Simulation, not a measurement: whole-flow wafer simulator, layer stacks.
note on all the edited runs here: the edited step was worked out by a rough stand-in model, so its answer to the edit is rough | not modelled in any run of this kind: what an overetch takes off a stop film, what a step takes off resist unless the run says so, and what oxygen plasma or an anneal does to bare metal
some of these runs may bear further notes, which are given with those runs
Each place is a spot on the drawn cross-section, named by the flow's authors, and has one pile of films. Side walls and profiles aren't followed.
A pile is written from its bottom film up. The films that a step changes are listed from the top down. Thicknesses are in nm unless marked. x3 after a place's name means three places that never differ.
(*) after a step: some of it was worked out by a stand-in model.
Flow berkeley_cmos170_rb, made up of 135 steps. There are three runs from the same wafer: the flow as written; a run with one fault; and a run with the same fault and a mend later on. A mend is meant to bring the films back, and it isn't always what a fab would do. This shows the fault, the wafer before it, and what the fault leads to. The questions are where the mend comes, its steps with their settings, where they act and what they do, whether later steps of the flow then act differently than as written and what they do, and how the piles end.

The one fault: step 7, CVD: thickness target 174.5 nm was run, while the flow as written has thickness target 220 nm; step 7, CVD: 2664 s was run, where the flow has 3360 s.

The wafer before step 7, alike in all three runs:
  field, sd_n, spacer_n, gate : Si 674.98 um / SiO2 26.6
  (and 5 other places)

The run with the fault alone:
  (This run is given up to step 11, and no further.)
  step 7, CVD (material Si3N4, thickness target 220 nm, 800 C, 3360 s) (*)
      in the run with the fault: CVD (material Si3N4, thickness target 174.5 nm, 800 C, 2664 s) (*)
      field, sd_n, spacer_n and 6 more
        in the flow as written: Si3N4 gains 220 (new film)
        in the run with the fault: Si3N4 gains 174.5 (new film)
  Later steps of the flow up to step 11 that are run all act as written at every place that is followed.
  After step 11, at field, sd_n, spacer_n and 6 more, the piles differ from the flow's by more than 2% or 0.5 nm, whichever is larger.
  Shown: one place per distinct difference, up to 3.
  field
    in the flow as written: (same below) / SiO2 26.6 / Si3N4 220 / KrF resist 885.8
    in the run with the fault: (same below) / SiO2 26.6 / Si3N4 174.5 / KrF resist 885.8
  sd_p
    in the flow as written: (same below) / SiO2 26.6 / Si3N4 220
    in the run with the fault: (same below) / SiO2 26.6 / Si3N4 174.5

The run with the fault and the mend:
  After step 7 comes the mend.
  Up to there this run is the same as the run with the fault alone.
  step 7a, ETCH (chemistry h3po4, depth target 200.8 nm)
      field, sd_n, spacer_n and 6 more
        Si3N4 loses 174.5 (all of it)
  step 7b, CLEAN (*) (the flow's step 1, run once more)
      alters no film at any place that is followed
  step 7c, CVD (material Si3N4, thickness target 220 nm, 800 C, 3360 s) (*) (the flow's step 7, run once more)
      field, sd_n, spacer_n and 6 more
        Si3N4 gains 220 (new film)
  Later steps of the flow that are run all act as written at every place that is followed.
  By the end, the piles equal the flow's at every place that both follow.
